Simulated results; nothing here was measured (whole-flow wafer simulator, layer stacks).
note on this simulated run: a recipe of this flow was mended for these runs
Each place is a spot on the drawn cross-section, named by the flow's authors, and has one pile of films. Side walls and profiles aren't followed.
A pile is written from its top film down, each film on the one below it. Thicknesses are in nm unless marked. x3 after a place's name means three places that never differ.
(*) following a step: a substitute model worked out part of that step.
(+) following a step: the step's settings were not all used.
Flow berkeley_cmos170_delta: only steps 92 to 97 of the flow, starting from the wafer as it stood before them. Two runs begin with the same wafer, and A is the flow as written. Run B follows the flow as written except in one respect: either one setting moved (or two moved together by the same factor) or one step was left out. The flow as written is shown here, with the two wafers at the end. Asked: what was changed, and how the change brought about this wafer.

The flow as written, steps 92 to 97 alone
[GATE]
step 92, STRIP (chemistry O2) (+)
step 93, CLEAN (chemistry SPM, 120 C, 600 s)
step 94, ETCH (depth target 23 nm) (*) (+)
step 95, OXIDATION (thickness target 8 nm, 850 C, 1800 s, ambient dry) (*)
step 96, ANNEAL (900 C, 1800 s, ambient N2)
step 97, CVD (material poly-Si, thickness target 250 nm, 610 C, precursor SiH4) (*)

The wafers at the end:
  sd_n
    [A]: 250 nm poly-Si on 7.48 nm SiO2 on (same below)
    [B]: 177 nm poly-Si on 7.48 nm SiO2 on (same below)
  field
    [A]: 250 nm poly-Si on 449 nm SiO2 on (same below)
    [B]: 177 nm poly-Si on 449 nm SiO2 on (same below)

The reason: step 97, CVD: thickness target 177 nm was run, though the flow has thickness target 250 nm.
The wafer itself shows it: sd_n has poly-Si 177, and step 97 as written asks for 250 nm.

The path from the change to this, step by step:
  step 97, CVD (material poly-Si, thickness target 250 nm, 610 C, precursor SiH4) (*)
      field, sd_n, spacer_n, gate, sd_p, spacer_p x2, contact, m1: A +250 poly-Si (new film) | B +177 poly-Si (new film)
